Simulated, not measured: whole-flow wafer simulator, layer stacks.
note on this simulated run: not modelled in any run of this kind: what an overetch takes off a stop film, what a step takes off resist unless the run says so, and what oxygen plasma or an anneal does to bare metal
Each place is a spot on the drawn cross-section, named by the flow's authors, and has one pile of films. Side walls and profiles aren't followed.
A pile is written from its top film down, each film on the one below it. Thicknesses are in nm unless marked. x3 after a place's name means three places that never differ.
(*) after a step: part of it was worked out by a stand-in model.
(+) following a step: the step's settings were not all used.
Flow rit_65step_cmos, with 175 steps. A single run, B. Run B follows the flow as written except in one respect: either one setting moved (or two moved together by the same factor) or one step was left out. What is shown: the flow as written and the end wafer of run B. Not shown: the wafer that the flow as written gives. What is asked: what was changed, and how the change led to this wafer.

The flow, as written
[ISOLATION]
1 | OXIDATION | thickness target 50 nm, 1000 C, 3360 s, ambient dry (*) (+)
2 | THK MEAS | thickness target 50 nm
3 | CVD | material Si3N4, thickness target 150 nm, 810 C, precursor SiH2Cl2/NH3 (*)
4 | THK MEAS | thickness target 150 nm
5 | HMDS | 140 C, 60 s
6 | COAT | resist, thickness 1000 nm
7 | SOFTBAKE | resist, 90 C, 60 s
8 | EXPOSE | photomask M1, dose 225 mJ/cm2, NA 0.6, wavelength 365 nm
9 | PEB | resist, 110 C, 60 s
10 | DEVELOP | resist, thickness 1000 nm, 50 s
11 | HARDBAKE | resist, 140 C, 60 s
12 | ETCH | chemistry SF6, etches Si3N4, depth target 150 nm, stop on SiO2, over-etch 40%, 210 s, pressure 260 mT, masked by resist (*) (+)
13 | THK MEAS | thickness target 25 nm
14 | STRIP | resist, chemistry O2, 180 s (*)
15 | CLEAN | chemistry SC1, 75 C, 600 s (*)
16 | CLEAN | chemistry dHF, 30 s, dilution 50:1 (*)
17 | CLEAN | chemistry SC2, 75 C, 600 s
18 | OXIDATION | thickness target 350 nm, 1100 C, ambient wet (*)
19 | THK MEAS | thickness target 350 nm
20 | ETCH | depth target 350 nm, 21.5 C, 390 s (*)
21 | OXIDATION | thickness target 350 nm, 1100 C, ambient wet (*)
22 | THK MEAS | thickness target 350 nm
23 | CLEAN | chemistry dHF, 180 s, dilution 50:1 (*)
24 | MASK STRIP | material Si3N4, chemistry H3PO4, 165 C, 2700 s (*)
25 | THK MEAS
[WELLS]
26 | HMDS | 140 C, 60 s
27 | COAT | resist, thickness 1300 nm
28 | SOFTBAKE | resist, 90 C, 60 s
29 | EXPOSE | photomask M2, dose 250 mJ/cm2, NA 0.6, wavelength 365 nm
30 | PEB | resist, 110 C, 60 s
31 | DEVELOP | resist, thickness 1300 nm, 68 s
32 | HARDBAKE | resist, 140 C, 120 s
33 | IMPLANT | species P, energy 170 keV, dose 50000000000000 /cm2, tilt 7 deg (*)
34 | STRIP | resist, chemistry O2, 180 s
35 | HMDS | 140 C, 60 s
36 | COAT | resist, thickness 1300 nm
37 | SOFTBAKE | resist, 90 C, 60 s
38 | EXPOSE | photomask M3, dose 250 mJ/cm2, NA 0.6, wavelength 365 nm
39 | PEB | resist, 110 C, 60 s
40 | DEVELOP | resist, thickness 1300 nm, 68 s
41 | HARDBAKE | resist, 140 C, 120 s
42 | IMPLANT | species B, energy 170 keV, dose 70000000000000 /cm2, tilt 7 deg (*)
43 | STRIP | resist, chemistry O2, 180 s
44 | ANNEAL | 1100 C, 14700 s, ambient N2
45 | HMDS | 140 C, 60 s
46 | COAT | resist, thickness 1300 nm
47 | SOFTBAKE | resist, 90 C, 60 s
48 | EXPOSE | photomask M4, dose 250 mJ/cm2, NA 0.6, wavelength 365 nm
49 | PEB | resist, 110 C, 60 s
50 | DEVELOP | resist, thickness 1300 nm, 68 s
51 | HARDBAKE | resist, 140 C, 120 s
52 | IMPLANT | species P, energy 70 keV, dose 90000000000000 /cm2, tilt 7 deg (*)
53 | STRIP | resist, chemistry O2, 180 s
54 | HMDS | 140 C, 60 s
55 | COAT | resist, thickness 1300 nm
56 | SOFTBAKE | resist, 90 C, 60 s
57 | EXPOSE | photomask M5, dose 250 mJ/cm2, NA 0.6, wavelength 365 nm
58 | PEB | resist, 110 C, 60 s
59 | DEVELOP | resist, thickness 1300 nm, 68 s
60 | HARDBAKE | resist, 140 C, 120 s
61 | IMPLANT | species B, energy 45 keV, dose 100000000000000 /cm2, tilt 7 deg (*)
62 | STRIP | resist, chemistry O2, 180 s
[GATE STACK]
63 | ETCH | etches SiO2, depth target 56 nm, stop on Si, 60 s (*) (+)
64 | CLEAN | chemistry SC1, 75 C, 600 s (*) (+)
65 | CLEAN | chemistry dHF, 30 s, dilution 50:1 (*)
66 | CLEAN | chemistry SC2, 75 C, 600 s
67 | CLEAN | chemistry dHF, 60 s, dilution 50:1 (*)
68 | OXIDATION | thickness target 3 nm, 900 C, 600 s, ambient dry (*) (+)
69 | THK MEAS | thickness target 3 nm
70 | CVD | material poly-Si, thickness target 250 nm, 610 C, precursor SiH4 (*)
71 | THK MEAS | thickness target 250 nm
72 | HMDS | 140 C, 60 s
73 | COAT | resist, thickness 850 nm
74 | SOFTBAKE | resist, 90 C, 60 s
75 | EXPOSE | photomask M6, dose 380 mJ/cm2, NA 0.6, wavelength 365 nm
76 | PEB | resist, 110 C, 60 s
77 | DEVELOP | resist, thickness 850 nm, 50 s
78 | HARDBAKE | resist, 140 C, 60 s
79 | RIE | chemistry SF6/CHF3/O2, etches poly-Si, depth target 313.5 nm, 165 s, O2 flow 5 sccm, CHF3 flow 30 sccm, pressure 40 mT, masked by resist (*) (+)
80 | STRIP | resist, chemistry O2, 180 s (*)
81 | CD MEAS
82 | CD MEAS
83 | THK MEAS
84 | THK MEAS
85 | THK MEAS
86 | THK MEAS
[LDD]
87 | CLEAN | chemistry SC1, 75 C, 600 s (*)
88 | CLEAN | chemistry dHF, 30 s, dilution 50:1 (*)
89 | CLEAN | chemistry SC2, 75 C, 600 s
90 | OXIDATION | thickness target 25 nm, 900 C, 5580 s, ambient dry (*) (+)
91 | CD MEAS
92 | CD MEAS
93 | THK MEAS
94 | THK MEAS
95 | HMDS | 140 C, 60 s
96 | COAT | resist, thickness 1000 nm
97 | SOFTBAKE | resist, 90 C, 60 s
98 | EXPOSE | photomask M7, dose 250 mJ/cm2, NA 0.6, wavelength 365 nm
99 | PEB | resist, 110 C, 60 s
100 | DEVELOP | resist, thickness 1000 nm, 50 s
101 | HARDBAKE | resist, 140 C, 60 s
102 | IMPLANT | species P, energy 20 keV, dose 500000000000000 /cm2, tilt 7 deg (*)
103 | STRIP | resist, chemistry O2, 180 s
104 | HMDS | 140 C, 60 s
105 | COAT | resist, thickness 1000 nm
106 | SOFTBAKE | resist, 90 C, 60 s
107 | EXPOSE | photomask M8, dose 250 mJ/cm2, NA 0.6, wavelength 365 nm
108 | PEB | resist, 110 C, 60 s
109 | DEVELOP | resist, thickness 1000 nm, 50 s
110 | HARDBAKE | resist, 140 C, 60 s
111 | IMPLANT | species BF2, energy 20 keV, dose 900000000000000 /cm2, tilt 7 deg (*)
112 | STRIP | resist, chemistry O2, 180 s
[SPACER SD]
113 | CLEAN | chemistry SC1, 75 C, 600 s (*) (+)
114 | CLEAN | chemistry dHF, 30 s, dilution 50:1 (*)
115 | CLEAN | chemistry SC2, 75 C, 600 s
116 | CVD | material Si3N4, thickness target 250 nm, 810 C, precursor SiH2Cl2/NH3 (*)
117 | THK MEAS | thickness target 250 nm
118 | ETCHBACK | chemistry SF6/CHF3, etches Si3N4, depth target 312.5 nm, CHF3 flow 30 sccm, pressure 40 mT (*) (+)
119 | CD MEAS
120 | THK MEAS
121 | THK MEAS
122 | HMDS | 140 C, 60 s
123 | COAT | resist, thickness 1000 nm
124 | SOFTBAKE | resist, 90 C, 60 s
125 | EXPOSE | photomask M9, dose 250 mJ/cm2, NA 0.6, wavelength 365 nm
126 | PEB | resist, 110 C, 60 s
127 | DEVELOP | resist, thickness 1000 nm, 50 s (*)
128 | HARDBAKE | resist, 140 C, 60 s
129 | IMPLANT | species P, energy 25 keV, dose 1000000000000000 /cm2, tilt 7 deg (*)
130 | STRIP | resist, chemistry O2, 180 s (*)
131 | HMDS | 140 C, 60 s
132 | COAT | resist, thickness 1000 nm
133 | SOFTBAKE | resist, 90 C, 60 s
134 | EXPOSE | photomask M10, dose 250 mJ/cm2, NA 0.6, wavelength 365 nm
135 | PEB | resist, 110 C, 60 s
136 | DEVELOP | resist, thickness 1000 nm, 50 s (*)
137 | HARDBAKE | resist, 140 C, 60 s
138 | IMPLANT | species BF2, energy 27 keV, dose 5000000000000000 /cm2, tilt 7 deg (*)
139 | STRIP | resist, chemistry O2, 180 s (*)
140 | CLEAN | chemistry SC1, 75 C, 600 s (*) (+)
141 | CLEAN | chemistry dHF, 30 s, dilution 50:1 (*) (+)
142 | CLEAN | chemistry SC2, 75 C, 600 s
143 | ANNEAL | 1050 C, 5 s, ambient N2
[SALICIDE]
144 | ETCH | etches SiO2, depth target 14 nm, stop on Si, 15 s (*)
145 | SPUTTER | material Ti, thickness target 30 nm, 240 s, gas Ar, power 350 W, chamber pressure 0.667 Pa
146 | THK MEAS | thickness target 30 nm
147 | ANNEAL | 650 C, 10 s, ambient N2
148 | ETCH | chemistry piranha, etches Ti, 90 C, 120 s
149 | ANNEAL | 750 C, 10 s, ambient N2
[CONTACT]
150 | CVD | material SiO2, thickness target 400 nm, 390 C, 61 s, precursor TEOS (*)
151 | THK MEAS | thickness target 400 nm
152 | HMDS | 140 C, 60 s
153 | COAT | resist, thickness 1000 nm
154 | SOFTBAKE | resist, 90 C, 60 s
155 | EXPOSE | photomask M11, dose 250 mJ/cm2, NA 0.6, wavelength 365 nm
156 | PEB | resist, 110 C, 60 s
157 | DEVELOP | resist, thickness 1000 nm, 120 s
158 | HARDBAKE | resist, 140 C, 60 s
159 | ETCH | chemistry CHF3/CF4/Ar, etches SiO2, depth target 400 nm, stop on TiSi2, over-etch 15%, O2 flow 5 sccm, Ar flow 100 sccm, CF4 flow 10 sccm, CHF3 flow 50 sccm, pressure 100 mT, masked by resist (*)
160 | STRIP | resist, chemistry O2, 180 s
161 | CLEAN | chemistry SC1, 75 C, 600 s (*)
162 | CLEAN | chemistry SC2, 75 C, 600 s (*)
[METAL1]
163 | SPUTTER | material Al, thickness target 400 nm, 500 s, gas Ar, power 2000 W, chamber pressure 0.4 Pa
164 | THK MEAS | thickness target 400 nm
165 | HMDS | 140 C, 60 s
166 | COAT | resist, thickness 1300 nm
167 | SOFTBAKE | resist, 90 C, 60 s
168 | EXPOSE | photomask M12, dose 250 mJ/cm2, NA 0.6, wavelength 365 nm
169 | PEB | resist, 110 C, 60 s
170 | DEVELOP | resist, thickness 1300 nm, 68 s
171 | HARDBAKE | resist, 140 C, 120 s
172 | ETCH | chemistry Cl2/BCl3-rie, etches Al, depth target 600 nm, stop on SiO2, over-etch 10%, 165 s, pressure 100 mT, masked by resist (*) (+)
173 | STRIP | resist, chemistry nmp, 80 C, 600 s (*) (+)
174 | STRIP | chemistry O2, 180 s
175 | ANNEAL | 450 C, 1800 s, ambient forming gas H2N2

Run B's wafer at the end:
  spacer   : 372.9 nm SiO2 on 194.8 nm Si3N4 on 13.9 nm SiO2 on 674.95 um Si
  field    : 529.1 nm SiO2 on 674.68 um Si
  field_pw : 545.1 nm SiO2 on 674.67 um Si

The reason: step 163, SPUTTER: power 2380 W was run, while the flow as written has power 2000 W.

How this came from the change, step by step:
  163 | SPUTTER | material Al, thickness target 400 nm, 500 s, gas Ar, power 2000 W, chamber pressure 0.4 Pa
      field, field_pw, field_p, spacer, spacer_p: +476 Al (new film) (as written it would have been: +400 Al (new film))
      gate_n, gate_p: +467.1 Al (new film) (as written it would have been: +396 Al (new film))
      (also at 1 further place)
  172 | ETCH | chemistry Cl2/BCl3-rie, etches Al, depth target 600 nm, stop on SiO2, over-etch 10%, 165 s, pressure 100 mT, masked by resist (*) (+)
      field, field_pw, field_p, spacer, spacer_p: -476 Al (all of it), -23 SiO2 (as written it would have been: -400 Al (all of it), -32.5 SiO2)
      gate_n, gate_p: -467.1 Al (all of it), -24.1 SiO2 (as written it would have been: -396 Al (all of it), -33 SiO2)
      (also at 1 further place)
